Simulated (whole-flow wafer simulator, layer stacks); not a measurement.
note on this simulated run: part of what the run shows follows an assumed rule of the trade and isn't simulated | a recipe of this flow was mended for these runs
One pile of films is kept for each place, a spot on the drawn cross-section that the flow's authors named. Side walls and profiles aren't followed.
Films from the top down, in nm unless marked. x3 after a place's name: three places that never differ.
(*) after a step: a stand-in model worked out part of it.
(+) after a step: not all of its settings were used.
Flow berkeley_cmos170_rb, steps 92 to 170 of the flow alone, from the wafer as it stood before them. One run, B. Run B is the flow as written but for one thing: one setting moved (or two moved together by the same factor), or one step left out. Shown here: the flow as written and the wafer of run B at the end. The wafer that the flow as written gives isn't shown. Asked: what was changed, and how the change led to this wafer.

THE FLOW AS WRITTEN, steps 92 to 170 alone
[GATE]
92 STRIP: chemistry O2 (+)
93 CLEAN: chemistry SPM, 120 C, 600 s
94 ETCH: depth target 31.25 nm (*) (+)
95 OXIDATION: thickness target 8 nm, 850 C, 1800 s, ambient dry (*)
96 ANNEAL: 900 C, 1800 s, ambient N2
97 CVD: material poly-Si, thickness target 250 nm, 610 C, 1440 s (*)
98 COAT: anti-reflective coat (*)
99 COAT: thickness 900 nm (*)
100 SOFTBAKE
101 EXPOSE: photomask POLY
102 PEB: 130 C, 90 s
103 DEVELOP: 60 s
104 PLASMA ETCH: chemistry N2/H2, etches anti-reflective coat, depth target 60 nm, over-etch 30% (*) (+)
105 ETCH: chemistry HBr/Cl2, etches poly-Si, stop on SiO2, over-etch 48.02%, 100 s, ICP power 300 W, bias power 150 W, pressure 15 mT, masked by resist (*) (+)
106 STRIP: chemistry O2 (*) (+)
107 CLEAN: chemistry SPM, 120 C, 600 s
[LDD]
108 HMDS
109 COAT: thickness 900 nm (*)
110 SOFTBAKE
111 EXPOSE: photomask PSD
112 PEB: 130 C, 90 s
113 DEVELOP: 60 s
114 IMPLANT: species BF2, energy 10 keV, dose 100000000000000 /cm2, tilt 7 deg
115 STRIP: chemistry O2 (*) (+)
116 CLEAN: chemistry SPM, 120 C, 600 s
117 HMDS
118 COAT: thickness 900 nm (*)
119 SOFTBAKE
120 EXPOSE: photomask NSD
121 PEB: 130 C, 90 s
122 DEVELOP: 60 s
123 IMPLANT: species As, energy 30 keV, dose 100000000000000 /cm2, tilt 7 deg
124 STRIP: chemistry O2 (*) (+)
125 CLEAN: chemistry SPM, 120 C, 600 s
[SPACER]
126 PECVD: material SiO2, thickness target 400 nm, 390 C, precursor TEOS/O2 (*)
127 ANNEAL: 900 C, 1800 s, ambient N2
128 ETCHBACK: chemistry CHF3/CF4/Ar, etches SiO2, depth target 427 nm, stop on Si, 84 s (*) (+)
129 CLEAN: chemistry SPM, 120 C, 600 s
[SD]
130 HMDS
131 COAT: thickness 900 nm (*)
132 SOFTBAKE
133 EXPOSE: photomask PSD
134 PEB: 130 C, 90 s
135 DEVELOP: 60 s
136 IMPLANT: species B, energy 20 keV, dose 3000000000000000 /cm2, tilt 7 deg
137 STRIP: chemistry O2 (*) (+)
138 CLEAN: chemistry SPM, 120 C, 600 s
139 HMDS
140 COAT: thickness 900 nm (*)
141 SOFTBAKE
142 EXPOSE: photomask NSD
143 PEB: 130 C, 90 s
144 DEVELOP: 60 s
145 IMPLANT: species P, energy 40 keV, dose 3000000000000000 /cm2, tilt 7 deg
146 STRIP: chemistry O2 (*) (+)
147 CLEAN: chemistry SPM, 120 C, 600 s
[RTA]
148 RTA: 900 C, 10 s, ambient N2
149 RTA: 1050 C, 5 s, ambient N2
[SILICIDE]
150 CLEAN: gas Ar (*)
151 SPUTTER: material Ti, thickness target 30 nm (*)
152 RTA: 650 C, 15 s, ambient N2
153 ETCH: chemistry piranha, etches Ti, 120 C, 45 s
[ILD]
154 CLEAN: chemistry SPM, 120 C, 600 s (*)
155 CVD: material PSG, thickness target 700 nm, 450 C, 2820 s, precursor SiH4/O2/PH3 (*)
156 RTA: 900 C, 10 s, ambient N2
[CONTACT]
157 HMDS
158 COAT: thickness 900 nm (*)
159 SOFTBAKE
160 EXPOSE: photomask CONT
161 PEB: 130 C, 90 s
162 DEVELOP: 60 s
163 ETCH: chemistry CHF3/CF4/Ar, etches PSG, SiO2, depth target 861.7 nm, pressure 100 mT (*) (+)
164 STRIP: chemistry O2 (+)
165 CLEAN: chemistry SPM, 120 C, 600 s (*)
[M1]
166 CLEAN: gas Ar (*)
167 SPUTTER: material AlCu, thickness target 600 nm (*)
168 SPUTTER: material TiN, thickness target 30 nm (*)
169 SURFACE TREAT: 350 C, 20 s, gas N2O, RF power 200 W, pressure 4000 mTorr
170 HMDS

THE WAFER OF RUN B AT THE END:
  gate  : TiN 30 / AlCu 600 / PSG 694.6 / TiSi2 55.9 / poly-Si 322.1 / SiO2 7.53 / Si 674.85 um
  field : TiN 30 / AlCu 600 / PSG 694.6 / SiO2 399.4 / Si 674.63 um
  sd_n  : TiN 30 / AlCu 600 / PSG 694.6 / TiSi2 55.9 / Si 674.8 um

The cause: step 97, CVD: thickness target 381 nm was run, where the flow has thickness target 250 nm; step 97, CVD: 2196 s was run, where the flow has 1440 s.

How the change led to this, step by step:
  97 CVD: material poly-Si, thickness target 250 nm, 610 C, 1440 s (*)
      field, sd_n, spacer_n and 6 more: poly-Si +381 (new film) (as written it would be: poly-Si +250 (new film))
  98 COAT: anti-reflective coat (*)
      sd_n: anti-reflective coat +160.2 (new film) (as written it would be: anti-reflective coat +154.3 (new film))
      contact: anti-reflective coat +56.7 (new film) (as written it would be: anti-reflective coat +53.8 (new film))
  104 PLASMA ETCH: chemistry N2/H2, etches anti-reflective coat, depth target 60 nm, over-etch 30% (*) (+)
      gate, gate_p: KrF-resist -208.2 (as written it would be: KrF-resist -200.6)
      sd_n: anti-reflective coat -160.2 (all of it), poly-Si -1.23 (as written it would be: anti-reflective coat -154.3 (all of it), poly-Si -1.19)
      (and at 1 more place)
  105 ETCH: chemistry HBr/Cl2, etches poly-Si, stop on SiO2, over-etch 48.02%, 100 s, ICP power 300 W, bias power 150 W, pressure 15 mT, masked by resist (*) (+)
      field: poly-Si -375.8 (all of it) (as written it would be: poly-Si -245 (all of it), SiO2 -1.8)
      spacer_n, spacer_p: poly-Si -379.3 (all of it), SiO2 -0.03 (as written it would be: poly-Si -248.5 (all of it), SiO2 -1.53)
      (and at 4 more places)
  109 COAT: thickness 900 nm (*)
      gate: KrF-resist +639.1 (new film) (as written it would be: KrF-resist +749.5 (new film))
      gate_p: KrF-resist +635.4 (new film) (as written it would be: KrF-resist +745.7 (new film))
  113 DEVELOP: 60 s
      gate_p: KrF-resist -634 (all of it) (as written it would be: KrF-resist -744.1 (all of it))
  115 STRIP: chemistry O2 (*) (+)
      gate: KrF-resist -622.9 (all of it), chemical SiO2 +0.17 (as written it would be: KrF-resist -733 (all of it), chemical SiO2 +0.17)
  118 COAT: thickness 900 nm (*)
      gate: KrF-resist +639.1 (new film) (as written it would be: KrF-resist +748.7 (new film))
      gate_p: KrF-resist +635.2 (new film) (as written it would be: KrF-resist +744.7 (new film))
  122 DEVELOP: 60 s
      gate: KrF-resist -637.7 (all of it) (as written it would be: KrF-resist -747.1 (all of it))
  124 STRIP: chemistry O2 (*) (+)
      gate_p: KrF-resist -619 (all of it), chemical SiO2 +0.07 (as written it would be: KrF-resist -728.2 (all of it), chemical SiO2 +0.07)
  128 ETCHBACK: chemistry CHF3/CF4/Ar, etches SiO2, depth target 427 nm, stop on Si, 84 s (*) (+)
      spacer_n: SiO2 -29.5 (as written it would be: SiO2 -160.1)
      spacer_p: SiO2 -29.4 (as written it would be: SiO2 -160.1)
  131 COAT: thickness 900 nm (*)
      spacer_n: KrF-resist +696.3 (new film) (as written it would be: KrF-resist +791.7 (new film))
      gate: KrF-resist +677.6 (new film) (as written it would be: KrF-resist +770.7 (new film))
      (and at 2 more places)
  135 DEVELOP: 60 s
      spacer_p: KrF-resist -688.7 (all of it) (as written it would be: KrF-resist -783.4 (all of it))
      gate_p: KrF-resist -669.8 (all of it) (as written it would be: KrF-resist -762.3 (all of it))
  137 STRIP: chemistry O2 (*) (+)
      spacer_n: KrF-resist -679.9 (all of it) (as written it would be: KrF-resist -775.1 (all of it))
      gate: KrF-resist -661.3 (all of it), chemical SiO2 +0.17, poly-Si -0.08 (as written it would be: KrF-resist -754.1 (all of it), chemical SiO2 +0.17, poly-Si -0.08)
  140 COAT: thickness 900 nm (*)
      spacer_n: KrF-resist +696.4 (new film) (as written it would be: KrF-resist +791.4 (new film))
      gate: KrF-resist +677.6 (new film) (as written it would be: KrF-resist +770.4 (new film))
      (and at 2 more places)
  144 DEVELOP: 60 s
      spacer_n: KrF-resist -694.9 (all of it) (as written it would be: KrF-resist -789.7 (all of it))
      gate: KrF-resist -676.1 (all of it) (as written it would be: KrF-resist -768.7 (all of it))
  ... 2 more steps ...
  164 STRIP: chemistry O2 (+)
      field: KrF-resist -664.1 (all of it) (as written it would be: KrF-resist -648.4 (all of it))
      spacer_n: KrF-resist -529.3 (all of it) (as written it would be: KrF-resist -598.3 (all of it))
      (and at 4 more places)
